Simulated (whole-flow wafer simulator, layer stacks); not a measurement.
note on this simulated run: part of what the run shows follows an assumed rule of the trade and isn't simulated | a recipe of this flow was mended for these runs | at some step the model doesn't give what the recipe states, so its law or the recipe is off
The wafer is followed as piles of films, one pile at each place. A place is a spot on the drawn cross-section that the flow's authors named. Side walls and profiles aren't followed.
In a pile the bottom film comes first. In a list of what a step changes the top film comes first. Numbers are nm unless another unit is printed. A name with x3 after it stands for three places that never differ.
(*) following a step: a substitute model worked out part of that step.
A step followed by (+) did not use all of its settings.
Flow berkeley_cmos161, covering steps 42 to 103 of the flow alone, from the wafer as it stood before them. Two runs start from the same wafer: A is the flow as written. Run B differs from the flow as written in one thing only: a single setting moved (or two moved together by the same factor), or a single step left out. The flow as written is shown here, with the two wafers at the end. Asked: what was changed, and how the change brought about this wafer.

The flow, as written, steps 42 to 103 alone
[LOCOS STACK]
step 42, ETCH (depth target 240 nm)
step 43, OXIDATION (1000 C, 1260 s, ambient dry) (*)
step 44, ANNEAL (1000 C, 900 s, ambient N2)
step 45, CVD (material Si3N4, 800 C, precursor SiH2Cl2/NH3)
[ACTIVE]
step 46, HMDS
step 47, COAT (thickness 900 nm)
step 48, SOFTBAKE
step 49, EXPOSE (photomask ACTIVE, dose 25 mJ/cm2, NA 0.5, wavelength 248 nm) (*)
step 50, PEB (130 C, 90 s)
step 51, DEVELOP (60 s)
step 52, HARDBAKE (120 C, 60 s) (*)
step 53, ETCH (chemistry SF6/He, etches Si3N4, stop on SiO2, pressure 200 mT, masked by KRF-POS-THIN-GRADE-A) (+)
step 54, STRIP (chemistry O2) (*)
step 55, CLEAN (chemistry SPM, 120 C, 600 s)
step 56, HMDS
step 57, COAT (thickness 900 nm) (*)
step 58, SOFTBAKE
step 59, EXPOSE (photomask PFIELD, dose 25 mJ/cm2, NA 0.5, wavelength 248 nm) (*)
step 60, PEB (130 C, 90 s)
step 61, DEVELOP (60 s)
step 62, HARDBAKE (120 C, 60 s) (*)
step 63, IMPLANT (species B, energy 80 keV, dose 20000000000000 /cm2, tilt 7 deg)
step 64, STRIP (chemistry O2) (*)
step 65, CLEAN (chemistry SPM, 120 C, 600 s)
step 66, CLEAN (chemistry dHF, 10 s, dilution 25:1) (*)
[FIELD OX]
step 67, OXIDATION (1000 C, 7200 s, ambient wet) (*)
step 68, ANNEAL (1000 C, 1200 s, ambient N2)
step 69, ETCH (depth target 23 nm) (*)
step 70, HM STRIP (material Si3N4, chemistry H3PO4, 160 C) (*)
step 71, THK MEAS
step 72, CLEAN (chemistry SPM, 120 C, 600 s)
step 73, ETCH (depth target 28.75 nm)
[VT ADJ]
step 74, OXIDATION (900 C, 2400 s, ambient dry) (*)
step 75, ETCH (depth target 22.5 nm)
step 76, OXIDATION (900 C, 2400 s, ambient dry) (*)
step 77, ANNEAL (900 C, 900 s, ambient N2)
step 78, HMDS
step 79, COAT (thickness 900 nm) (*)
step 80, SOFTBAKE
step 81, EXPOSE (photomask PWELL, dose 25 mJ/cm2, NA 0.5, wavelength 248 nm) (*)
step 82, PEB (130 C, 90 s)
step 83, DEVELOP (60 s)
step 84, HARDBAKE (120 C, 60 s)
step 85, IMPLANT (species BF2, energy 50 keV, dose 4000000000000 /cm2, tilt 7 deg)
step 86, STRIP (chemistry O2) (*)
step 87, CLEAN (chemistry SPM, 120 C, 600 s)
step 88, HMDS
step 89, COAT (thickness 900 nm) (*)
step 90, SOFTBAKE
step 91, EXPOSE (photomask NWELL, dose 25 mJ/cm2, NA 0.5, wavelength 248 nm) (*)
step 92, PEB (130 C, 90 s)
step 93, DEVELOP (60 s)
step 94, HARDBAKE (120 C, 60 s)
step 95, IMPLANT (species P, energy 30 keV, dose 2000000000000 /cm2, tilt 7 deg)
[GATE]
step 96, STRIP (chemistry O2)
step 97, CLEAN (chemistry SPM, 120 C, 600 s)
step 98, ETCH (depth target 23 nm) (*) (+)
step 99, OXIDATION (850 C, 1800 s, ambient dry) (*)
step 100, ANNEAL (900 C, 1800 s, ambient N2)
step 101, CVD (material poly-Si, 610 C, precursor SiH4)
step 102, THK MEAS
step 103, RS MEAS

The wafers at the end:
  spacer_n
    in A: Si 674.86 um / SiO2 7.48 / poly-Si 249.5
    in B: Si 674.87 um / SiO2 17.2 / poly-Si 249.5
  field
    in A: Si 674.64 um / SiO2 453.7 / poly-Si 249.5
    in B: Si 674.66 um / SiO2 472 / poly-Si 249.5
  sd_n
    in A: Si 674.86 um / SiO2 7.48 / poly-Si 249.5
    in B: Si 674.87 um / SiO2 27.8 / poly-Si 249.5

The reason: step 42, ETCH: depth target 132 nm was run, while the flow as written has depth target 240 nm.

Step by step, how the change led to this:
  step 42, ETCH (depth target 240 nm)
      field, sd_n, spacer_n and 6 more: A SiO2 loses 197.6 (all of it) | B SiO2 loses 132
  step 43, OXIDATION (1000 C, 1260 s, ambient dry) (*)
      field, sd_n, spacer_n and 6 more: A SiO2 gains 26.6 (new film), Si loses 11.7 | B SiO2 gains 13.9, Si loses 6.11
  step 67, OXIDATION (1000 C, 7200 s, ambient wet) (*)
      gate_n, gate_p, m1: A SiO2 gains 12.1 (new film), Si3N4 loses 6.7 | B SiO2 gains 12.1 (new film), Si3N4 loses 6.7, SiO2 gains 0.08
      spacer_n, spacer_p: A SiO2 gains 12.1 (new film), Si3N4 loses 6.7 | B SiO2 gains 12.1 (new film), Si3N4 loses 6.7, SiO2 gains 0.1
      (as well as at 4 more places)
  step 73, ETCH (depth target 28.75 nm)
      spacer_n, spacer_p, contact: A SiO2 loses 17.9 (all of it) | B SiO2 loses 28.8
      gate_n, gate_p, m1: A SiO2 loses 17.9 (all of it) | B SiO2 loses 28.7
      (as well as at 2 more places)
  step 74, OXIDATION (900 C, 2400 s, ambient dry) (*)
      gate_n, gate_p, m1: A SiO2 gains 14.9 (new film), Si loses 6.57 | B SiO2 gains 8.61, Si loses 3.79
      spacer_n, spacer_p: A SiO2 gains 14.9 (new film), Si loses 6.57 | B SiO2 gains 8.6, Si loses 3.79
      (as well as at 3 more places)
  step 75, ETCH (depth target 22.5 nm)
      sd_n, spacer_n, gate_n, sd_p, spacer_p, gate_p, contact, m1: A SiO2 loses 14.9 (all of it) | B SiO2 loses 22.5
  step 76, OXIDATION (900 C, 2400 s, ambient dry) (*)
      spacer_n, gate_n, spacer_p, gate_p, m1: A SiO2 gains 14.9 (new film), Si loses 6.57 | B SiO2 gains 7.9, Si loses 3.48
      sd_n: A SiO2 gains 14.9 (new film), Si loses 6.57 | B SiO2 gains 7.36, Si loses 3.24
      (as well as at 2 more places)
  step 98, ETCH (depth target 23 nm) (*) (+)
      sd_n, spacer_n, gate_n, sd_p, spacer_p, gate_p, contact, m1: A SiO2 loses 14.9 (all of it) | B SiO2 loses 23
  step 99, OXIDATION (850 C, 1800 s, ambient dry) (*)
      spacer_n, spacer_p, contact: A SiO2 gains 7.48 (new film), Si loses 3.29 | B SiO2 gains 4.04, Si loses 1.78
      gate_n, gate_p, m1: A SiO2 gains 7.48 (new film), Si loses 3.29 | B SiO2 gains 4.05, Si loses 1.78
      (as well as at 2 more places)
